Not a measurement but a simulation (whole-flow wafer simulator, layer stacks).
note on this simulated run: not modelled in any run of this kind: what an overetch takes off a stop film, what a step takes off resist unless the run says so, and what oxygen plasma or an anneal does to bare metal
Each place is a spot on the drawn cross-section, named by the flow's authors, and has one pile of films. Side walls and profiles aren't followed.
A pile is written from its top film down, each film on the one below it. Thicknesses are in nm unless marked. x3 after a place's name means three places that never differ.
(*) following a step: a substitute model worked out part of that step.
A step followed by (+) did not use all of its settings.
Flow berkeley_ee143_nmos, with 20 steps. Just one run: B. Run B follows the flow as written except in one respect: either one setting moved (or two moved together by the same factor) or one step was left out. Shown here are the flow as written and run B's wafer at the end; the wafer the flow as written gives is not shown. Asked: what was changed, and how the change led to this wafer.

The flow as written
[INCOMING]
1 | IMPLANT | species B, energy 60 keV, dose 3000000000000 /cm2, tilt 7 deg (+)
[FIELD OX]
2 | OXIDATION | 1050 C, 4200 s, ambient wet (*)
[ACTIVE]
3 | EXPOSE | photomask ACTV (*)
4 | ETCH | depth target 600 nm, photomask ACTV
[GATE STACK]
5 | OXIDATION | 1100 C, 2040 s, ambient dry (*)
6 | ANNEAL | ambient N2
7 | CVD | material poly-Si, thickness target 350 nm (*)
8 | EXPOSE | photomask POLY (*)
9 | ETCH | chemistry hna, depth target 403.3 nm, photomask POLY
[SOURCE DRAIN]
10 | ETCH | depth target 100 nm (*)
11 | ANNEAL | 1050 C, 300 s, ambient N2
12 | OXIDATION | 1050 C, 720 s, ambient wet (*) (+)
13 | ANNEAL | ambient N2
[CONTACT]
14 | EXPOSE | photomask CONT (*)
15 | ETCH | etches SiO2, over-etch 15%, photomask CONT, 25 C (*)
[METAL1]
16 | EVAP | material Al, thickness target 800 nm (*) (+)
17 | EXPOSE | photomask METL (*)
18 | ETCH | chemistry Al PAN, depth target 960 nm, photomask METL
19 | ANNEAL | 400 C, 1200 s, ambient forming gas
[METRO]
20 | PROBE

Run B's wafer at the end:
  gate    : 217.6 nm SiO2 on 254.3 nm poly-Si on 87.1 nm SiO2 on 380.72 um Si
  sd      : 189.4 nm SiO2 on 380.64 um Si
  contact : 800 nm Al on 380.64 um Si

Cause: step 4, ETCH: depth target 540 nm was run, though the flow has depth target 600 nm.

How this came from the change, step by step:
  4 | ETCH | depth target 600 nm, photomask ACTV
      gate, sd, contact: -540 SiO2 (in the flow as written it would be: -566.4 SiO2 (all of it))
  5 | OXIDATION | 1100 C, 2040 s, ambient dry (*)
      gate, sd, contact: +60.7 SiO2, -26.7 Si (in the flow as written it would be: +79.7 SiO2 (new film), -35.1 Si)
  10 | ETCH | depth target 100 nm (*)
      sd, contact: -87.1 SiO2 (all of it) (in the flow as written it would be: -79.7 SiO2 (all of it))
